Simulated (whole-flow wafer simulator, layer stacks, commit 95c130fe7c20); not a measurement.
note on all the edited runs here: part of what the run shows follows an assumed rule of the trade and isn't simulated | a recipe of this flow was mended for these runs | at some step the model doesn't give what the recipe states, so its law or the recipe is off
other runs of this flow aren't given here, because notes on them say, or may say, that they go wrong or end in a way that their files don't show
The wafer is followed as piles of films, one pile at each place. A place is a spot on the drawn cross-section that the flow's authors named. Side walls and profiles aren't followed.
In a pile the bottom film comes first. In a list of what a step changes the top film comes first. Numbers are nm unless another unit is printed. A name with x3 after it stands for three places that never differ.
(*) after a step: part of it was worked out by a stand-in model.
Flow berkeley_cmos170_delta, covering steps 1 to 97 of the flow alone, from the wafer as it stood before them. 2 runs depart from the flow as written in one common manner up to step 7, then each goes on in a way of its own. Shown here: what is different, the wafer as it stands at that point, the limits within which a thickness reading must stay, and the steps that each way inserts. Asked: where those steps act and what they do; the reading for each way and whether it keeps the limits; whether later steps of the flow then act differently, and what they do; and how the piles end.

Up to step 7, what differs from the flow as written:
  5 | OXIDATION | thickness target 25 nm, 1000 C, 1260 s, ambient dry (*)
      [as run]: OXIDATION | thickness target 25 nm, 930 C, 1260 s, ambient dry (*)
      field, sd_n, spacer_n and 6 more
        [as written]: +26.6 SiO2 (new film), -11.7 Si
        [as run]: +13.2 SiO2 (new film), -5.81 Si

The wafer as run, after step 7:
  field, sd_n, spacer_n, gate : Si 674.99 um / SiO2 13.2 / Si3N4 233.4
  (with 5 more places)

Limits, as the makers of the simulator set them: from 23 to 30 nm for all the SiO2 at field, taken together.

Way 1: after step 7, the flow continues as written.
  After step 7, the reading is 13.2 nm, outside the limits.
  Later steps of the flow acting differently than as written (12 other steps are not shown; they differ only slightly, by no more than 2% or 0.5 nm, whichever is larger):
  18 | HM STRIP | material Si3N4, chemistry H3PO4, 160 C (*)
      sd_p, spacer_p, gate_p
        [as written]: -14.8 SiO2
        [this way]: +0.5 chemical SiO2 (new film), -9.31 SiO2 (all of it), -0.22 Si
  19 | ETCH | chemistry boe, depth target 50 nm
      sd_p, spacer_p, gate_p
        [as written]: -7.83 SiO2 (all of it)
        [this way]: -0.5 chemical SiO2 (all of it)
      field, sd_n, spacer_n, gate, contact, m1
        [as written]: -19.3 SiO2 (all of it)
        [this way]: -5.9 SiO2 (all of it)
  At the end the piles are close to the flow's at the places that both follow, differing by at most 2% or 0.5 nm, whichever is larger.

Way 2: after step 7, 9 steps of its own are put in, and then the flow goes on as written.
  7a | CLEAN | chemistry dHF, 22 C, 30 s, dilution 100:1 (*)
      field, sd_n, spacer_n and 6 more
        -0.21 Si3N4
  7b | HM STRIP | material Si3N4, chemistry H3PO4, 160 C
      field, sd_n, spacer_n and 6 more
        -233.2 Si3N4 (all of it), -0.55 SiO2
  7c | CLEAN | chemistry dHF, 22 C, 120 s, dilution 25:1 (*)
      field, sd_n, spacer_n and 6 more
        -12.7 SiO2 (all of it)
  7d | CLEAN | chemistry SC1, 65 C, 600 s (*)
      field, sd_n, spacer_n and 6 more
        +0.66 chemical SiO2 (new film), -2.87 Si
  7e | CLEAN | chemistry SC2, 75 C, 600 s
      leaves every film unchanged at each place that is followed
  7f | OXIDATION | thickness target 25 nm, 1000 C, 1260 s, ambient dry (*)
      field, sd_n, spacer_n and 6 more
        +26.6 SiO2 (new film), -0.66 chemical SiO2 (all of it), -11.4 Si
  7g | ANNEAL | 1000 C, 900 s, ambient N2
      leaves every film unchanged at each place that is followed
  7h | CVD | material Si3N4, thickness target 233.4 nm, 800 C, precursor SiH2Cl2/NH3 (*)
      field, sd_n, spacer_n and 6 more
        +233.4 Si3N4 (new film)
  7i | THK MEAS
      leaves every film unchanged at each place that is followed
  After step 7i, the reading is 26.6 nm, within the limits.
  Later steps of the flow that are run all act as written at every place that is followed, up to a difference of at most 2% or 0.5 nm, whichever is larger.
  At the end the piles are close to the flow's at the places that both follow, differing by at most 2% or 0.5 nm, whichever is larger.

The limits are kept by: way 2. They are not kept by: way 1.
